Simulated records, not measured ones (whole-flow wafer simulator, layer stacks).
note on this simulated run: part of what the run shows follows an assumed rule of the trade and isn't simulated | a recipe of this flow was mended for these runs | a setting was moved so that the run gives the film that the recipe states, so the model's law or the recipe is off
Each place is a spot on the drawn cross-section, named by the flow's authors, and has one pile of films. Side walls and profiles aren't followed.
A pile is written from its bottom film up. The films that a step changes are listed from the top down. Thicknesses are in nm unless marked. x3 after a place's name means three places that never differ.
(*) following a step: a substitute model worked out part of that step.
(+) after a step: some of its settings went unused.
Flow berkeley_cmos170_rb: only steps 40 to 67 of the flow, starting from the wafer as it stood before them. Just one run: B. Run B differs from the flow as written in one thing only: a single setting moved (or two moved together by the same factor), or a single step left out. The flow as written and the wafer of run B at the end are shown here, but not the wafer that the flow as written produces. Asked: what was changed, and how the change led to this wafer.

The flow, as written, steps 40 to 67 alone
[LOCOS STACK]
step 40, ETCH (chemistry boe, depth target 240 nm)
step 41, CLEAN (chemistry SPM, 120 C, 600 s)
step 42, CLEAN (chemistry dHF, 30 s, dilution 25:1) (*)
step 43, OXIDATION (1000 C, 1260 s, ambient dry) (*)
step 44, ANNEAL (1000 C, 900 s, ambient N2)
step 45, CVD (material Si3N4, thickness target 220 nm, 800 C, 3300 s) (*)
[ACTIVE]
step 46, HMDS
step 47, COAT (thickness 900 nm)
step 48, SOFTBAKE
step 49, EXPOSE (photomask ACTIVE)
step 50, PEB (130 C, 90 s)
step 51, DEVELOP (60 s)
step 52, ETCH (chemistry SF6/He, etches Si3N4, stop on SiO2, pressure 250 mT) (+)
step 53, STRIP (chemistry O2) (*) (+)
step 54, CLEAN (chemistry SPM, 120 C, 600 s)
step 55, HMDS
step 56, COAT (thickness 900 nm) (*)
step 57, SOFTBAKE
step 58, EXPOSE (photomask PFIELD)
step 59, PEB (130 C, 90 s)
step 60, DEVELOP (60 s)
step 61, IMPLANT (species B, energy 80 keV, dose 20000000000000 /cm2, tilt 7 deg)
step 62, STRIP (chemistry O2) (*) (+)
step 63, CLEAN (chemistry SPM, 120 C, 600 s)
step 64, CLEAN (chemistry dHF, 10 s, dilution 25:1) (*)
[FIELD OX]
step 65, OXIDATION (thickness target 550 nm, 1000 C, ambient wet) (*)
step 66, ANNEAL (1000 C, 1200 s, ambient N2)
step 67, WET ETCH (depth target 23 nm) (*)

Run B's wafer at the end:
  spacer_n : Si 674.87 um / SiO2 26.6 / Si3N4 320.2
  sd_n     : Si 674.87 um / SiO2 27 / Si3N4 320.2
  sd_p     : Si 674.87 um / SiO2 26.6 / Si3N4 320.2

What caused this: step 45, CVD: 835 C was run, though the flow has 800 C.

Step by step, how the change led to this:
  step 45, CVD (material Si3N4, thickness target 220 nm, 800 C, 3300 s) (*)
      field, sd_n, spacer_n and 6 more: Si3N4 gains 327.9 (new film) (as written it would have been: Si3N4 gains 220 (new film))
  step 52, ETCH (chemistry SF6/He, etches Si3N4, stop on SiO2, pressure 250 mT) (+)
      sd_n, spacer_n, gate, sd_p, spacer_p, gate_p, contact, m1: KrF-resist loses 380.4 (as written it would have been: KrF-resist loses 263)
      field: Si3N4 loses 327.9 (all of it), SiO2 loses 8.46 (as written it would have been: Si3N4 loses 220 (all of it), SiO2 loses 8.46)
  step 53, STRIP (chemistry O2) (*) (+)
      sd_n, spacer_n, gate, sd_p, spacer_p, gate_p, contact, m1: KrF-resist loses 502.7 (all of it) (as written it would have been: KrF-resist loses 620 (all of it))
  step 56, COAT (thickness 900 nm) (*)
      field: KrF-resist gains 993.2 (new film) (as written it would have been: KrF-resist gains 962.5 (new film))
      sd_n: KrF-resist gains 728.3 (new film) (as written it would have been: KrF-resist gains 782.7 (new film))
      (also at 7 further places)
  step 60, DEVELOP (60 s)
      field: KrF-resist loses 991 (all of it) (as written it would have been: KrF-resist loses 960.3 (all of it))
  step 62, STRIP (chemistry O2) (*) (+)
      sd_n: KrF-resist loses 711.8 (all of it) (as written it would have been: KrF-resist loses 766.1 (all of it))
      spacer_n: KrF-resist loses 762.7 (all of it) (as written it would have been: KrF-resist loses 799.5 (all of it))
      (also at 6 further places)
  step 65, OXIDATION (thickness target 550 nm, 1000 C, ambient wet) (*)
      gate: SiO2 gains 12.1 (new film), Si3N4 loses 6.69 (as written it would have been: SiO2 gains 12.1 (new film), Si3N4 loses 6.69, SiO2 gains 0.05, Si loses 0.05)
      sd_p: SiO2 gains 12.1 (new film), Si3N4 loses 6.69 (as written it would have been: SiO2 gains 12.1 (new film), Si3N4 loses 6.69, SiO2 gains 0.06, Si loses 0.06)
      (also at 1 further place)
